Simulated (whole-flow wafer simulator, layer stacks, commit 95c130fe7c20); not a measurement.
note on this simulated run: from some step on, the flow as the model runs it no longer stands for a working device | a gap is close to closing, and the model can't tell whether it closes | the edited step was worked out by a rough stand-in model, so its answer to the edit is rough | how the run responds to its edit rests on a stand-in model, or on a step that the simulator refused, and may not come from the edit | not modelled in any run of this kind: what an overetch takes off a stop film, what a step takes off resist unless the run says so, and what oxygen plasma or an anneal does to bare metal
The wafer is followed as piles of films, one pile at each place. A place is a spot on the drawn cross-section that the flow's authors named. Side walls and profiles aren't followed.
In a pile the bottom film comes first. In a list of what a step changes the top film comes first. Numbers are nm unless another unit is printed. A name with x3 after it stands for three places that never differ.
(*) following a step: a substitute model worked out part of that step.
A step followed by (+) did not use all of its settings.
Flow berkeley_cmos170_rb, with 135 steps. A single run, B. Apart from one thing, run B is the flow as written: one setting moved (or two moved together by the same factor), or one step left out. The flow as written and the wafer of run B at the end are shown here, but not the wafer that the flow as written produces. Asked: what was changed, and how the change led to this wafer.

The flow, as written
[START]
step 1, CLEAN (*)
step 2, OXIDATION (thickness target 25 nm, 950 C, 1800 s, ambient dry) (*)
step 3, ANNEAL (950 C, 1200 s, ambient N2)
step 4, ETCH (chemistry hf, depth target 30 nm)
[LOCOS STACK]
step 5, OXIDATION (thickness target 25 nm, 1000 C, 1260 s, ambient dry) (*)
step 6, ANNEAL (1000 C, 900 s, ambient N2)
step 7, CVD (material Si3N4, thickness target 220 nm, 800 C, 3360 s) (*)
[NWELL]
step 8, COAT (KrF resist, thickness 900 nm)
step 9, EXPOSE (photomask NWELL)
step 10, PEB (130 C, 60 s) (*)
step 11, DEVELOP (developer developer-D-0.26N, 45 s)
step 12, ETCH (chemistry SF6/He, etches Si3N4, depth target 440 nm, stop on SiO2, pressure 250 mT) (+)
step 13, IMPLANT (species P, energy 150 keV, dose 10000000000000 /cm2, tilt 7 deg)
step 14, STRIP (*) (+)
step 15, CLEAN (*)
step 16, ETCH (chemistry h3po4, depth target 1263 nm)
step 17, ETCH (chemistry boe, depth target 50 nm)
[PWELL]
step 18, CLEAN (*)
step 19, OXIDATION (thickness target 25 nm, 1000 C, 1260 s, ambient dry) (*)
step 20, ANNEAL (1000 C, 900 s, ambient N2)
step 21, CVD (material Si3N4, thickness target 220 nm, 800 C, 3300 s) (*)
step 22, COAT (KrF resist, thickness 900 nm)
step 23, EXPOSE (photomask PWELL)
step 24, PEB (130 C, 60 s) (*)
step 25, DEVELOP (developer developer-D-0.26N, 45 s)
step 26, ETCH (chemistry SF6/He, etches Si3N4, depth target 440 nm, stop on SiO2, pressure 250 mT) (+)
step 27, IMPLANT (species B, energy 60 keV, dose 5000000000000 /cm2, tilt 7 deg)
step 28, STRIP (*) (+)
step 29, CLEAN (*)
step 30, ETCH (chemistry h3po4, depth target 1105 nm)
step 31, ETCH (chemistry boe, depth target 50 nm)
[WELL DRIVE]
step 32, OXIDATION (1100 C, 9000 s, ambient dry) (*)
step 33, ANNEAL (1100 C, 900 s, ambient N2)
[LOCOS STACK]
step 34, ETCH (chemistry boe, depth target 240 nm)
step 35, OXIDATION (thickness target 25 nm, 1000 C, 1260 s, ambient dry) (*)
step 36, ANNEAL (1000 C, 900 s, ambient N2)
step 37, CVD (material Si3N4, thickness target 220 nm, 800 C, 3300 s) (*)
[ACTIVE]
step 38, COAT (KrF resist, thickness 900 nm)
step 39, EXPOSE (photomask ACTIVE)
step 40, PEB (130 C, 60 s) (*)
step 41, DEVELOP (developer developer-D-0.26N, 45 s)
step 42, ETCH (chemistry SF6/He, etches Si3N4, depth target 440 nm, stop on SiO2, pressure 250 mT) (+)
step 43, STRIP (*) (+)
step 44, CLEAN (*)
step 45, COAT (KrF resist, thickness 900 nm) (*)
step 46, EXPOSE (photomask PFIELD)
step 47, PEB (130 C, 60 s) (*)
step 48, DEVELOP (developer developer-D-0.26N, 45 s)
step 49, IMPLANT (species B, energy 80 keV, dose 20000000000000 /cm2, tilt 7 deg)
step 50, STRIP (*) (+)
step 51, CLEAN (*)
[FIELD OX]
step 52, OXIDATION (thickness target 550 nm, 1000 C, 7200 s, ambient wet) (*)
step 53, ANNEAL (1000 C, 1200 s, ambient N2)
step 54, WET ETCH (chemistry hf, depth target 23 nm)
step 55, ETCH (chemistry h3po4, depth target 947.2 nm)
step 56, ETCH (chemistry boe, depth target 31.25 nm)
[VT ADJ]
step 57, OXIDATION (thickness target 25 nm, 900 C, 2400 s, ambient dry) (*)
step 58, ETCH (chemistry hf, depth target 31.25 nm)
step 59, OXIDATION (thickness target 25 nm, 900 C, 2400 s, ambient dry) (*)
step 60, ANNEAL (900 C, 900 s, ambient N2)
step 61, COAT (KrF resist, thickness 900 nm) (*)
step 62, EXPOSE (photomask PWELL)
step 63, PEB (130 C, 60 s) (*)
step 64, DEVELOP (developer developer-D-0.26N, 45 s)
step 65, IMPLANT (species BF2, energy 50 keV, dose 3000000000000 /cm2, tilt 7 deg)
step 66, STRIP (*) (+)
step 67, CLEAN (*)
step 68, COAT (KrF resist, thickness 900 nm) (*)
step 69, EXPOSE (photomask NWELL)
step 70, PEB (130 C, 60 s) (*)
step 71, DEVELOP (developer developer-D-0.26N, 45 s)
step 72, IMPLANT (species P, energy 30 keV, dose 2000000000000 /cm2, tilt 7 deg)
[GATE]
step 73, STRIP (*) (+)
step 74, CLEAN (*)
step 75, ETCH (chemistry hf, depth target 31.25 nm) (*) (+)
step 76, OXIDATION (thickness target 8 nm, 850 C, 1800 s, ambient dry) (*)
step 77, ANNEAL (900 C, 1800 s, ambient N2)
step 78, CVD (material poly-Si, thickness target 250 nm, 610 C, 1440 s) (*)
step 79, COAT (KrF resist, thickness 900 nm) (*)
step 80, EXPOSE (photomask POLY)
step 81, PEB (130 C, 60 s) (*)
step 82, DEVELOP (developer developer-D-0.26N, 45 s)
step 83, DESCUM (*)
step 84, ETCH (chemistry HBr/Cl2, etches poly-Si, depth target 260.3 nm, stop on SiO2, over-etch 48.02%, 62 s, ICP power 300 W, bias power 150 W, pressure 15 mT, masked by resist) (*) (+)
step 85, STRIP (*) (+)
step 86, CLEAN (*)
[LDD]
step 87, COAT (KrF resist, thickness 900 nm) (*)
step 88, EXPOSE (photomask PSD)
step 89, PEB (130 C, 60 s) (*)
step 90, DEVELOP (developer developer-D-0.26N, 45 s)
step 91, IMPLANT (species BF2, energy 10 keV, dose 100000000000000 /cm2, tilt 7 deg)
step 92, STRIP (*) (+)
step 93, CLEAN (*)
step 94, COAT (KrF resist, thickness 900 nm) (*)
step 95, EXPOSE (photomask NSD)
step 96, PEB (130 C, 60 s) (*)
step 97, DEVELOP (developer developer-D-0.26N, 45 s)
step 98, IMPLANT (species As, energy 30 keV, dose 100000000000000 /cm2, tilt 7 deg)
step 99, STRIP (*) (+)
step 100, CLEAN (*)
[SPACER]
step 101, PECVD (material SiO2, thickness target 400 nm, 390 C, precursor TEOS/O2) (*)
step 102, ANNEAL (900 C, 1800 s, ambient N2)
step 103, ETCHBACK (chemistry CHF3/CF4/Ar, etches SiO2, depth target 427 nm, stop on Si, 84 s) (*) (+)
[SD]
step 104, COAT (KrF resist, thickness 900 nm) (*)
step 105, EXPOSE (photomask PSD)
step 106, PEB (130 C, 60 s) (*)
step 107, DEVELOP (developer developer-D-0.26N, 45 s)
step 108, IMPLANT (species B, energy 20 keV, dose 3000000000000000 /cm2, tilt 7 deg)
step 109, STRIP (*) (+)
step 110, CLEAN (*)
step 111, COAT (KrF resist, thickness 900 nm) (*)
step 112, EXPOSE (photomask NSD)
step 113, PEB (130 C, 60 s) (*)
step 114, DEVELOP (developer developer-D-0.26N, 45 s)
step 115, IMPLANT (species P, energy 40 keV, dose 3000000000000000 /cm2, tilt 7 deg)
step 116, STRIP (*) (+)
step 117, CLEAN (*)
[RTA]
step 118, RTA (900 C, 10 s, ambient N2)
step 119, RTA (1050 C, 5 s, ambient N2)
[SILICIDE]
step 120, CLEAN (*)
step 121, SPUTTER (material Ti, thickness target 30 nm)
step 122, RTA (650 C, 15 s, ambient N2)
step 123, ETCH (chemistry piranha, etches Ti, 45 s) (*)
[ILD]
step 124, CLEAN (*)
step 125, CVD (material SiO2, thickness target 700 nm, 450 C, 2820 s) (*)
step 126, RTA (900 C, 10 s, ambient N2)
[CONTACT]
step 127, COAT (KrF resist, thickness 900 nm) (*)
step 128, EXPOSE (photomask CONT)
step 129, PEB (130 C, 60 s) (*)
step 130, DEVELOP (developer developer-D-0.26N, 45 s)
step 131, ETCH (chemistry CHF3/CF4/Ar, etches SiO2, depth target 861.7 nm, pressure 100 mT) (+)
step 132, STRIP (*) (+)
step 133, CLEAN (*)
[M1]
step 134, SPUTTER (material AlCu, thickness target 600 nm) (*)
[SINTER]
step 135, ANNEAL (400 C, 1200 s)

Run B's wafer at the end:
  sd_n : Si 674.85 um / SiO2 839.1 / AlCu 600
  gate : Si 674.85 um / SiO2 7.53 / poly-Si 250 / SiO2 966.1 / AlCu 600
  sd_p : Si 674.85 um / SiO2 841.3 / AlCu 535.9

The reason: step 101, PECVD: thickness target 560 nm was run, while the flow as written has thickness target 400 nm.

The path from the change to this, step by step:
  step 101, PECVD (material SiO2, thickness target 400 nm, 390 C, precursor TEOS/O2) (*)
      field, sd_n, contact, m1: SiO2 gains 560 (as written it would have been: SiO2 gains 400)
      gate, gate_p: SiO2 gains 560 (new film) (as written it would have been: SiO2 gains 400 (new film))
      (as well as at 3 more places)
  step 103, ETCHBACK (chemistry CHF3/CF4/Ar, etches SiO2, depth target 427 nm, stop on Si, 84 s) (*) (+)
      sd_n, contact, m1: SiO2 loses 427 (as written it would have been: SiO2 loses 406.1 (all of it))
      spacer_n, spacer_p: nothing (as written it would have been: SiO2 loses 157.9)
      (as well as at 3 more places)
  step 104, COAT (KrF resist, thickness 900 nm) (*)
      field: KrF resist gains 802 (new film) (as written it would have been: KrF resist gains 769.1 (new film))
      sd_n: KrF resist gains 1024.6 (new film) (as written it would have been: KrF resist gains 982.1 (new film))
      (as well as at 7 more places)
  step 107, DEVELOP (developer developer-D-0.26N, 45 s)
      sd_p: KrF resist loses 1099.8 (all of it) (as written it would have been: KrF resist loses 990.7 (all of it))
      spacer_p: KrF resist loses 700.5 (all of it) (as written it would have been: KrF resist loses 767.7 (all of it))
      (as well as at 1 more place)
  step 109, STRIP (*) (+)
      field: KrF resist loses 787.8 (all of it) (as written it would have been: KrF resist loses 754.9 (all of it))
      sd_n: KrF resist loses 1010.4 (all of it) (as written it would have been: KrF resist loses 967.9 (all of it))
      (as well as at 4 more places)
  step 111, COAT (KrF resist, thickness 900 nm) (*)
      field: KrF resist gains 802 (new film) (as written it would have been: KrF resist gains 769.1 (new film))
      sd_n: KrF resist gains 1024.6 (new film) (as written it would have been: KrF resist gains 982.1 (new film))
      (as well as at 7 more places)
  step 114, DEVELOP (developer developer-D-0.26N, 45 s)
      sd_n: KrF resist loses 1024.6 (all of it) (as written it would have been: KrF resist loses 982.1 (all of it))
      spacer_n: KrF resist loses 700.2 (all of it) (as written it would have been: KrF resist loses 766.3 (all of it))
      (as well as at 2 more places)
  step 116, STRIP (*) (+)
      field: KrF resist loses 787.8 (all of it) (as written it would have been: KrF resist loses 754.9 (all of it))
      sd_p: KrF resist loses 1085.5 (all of it) (as written it would have been: KrF resist loses 976.5 (all of it))
      (as well as at 3 more places)
  step 121, SPUTTER (material Ti, thickness target 30 nm)
      gate, gate_p: Ti gains 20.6 (new film) (as written it would have been: Ti gains 30 (new film))
      sd_p: Ti gains 22.7 (new film) (as written it would have been: Ti gains 27.1 (new film))
  step 122, RTA (650 C, 15 s, ambient N2)
      sd_n, contact, m1: nothing (as written it would have been: Ti loses 23.4, TiSi first gains 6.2 (new film), TiSi2 C49 gains 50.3 (new film), Si loses 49)
      gate, gate_p: nothing (as written it would have been: Ti loses 23.4, TiSi first gains 6.2 (new film), TiSi2 C49 gains 50.3 (new film), poly-Si loses 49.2)
      (as well as at 1 more place)
  step 123, ETCH (chemistry piranha, etches Ti, 45 s) (*)
      sd_n, contact, m1: Ti loses 30 (all of it) (as written it would have been: Ti loses 6.6 (all of it))
      gate, gate_p: Ti loses 20.6 (all of it) (as written it would have been: Ti loses 6.6 (all of it))
      (as well as at 1 more place)
  step 125, CVD (material SiO2, thickness target 700 nm, 450 C, 2820 s) (*)
      sd_n, contact, m1: SiO2 gains 700 (as written it would have been: SiO2 gains 700 (new film))
      gate, gate_p: SiO2 gains 833.1 (as written it would have been: SiO2 gains 700 (new film))
      (as well as at 1 more place)
  step 126, RTA (900 C, 10 s, ambient N2)
      sd_n, contact, m1: nothing (as written it would have been: under 1 film: TiSi2 gains 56 (new film), TiSi first loses 6.2 (all of it), TiSi2 C49 loses 50.3 (all of it), Si loses 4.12)
      gate, gate_p: nothing (as written it would have been: under 1 film: TiSi2 gains 56 (new film), TiSi first loses 6.2 (all of it), TiSi2 C49 loses 50.3 (all of it), poly-Si loses 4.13)
      (as well as at 1 more place)
  step 127, COAT (KrF resist, thickness 900 nm) (*)
      field: KrF resist gains 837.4 (new film) (as written it would have been: KrF resist gains 804.9 (new film))
      sd_n: KrF resist gains 1049.2 (new film) (as written it would have been: KrF resist gains 1010 (new film))
      (as well as at 5 more places)
  step 130, DEVELOP (developer developer-D-0.26N, 45 s)
      contact: KrF resist loses 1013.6 (all of it) (as written it would have been: KrF resist loses 979.7 (all of it))
  step 131, ETCH (chemistry CHF3/CF4/Ar, etches SiO2, depth target 861.7 nm, pressure 100 mT) (+)
      contact: SiO2 loses 839.1 (all of it), Si loses 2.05 (as written it would have been: SiO2 loses 700 (all of it), TiSi2 loses 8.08)
  ... 1 further step ...
  step 134, SPUTTER (material AlCu, thickness target 600 nm) (*)
      contact: AlCu gains 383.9 (new film) (as written it would have been: AlCu gains 415.1 (new film))
